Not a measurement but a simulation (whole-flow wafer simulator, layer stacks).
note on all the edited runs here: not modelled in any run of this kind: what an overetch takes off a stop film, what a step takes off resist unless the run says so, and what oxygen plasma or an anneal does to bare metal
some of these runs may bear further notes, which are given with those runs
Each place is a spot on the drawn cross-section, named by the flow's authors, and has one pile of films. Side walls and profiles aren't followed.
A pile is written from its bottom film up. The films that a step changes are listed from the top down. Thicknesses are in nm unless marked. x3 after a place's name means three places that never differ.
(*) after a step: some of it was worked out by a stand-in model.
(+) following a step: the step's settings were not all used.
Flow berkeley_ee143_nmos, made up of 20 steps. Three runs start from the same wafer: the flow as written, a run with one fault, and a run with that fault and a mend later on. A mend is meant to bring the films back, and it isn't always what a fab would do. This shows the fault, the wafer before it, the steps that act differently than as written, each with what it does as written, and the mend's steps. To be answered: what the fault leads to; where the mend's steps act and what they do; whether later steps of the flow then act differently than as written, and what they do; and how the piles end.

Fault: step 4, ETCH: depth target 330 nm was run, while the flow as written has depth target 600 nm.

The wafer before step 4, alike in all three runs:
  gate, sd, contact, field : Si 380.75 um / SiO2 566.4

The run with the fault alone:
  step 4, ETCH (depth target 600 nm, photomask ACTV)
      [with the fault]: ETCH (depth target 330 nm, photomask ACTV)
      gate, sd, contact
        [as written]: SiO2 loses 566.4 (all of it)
        [with the fault]: SiO2 loses 330
  Steps later in the flow that act otherwise than as written:
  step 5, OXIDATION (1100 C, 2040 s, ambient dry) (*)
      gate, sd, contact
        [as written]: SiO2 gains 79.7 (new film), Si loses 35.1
        [with the fault]: SiO2 gains 23.1, Si loses 10.2
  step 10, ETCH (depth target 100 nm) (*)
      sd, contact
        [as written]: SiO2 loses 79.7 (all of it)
        [with the fault]: SiO2 loses 100
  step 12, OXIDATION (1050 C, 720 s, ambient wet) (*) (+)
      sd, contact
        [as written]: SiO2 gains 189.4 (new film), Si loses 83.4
        [with the fault]: SiO2 gains 123.7, Si loses 54.4
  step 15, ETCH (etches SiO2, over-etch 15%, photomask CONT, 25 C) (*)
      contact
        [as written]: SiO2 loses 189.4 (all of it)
        [with the fault]: SiO2 loses 283.1 (all of it)
  By the end, the piles at gate, sd depart from the flow's by more than 2% or 0.5 nm, whichever is larger.
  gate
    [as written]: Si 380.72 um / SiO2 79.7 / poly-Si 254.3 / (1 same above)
    [with the fault]: Si 380.74 um / SiO2 259.5 / poly-Si 254.3 / (1 same above)
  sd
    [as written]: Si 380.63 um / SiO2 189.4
    [with the fault]: Si 380.69 um / SiO2 283.1

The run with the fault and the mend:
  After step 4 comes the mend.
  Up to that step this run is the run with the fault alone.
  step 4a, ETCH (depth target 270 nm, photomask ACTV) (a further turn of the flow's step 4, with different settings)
      gate, sd, contact
        SiO2 loses 236.4 (all of it)
  Every later step of the flow that is run acts as written at every place that is followed.
  The piles end the same as the flow's at every place that both follow.
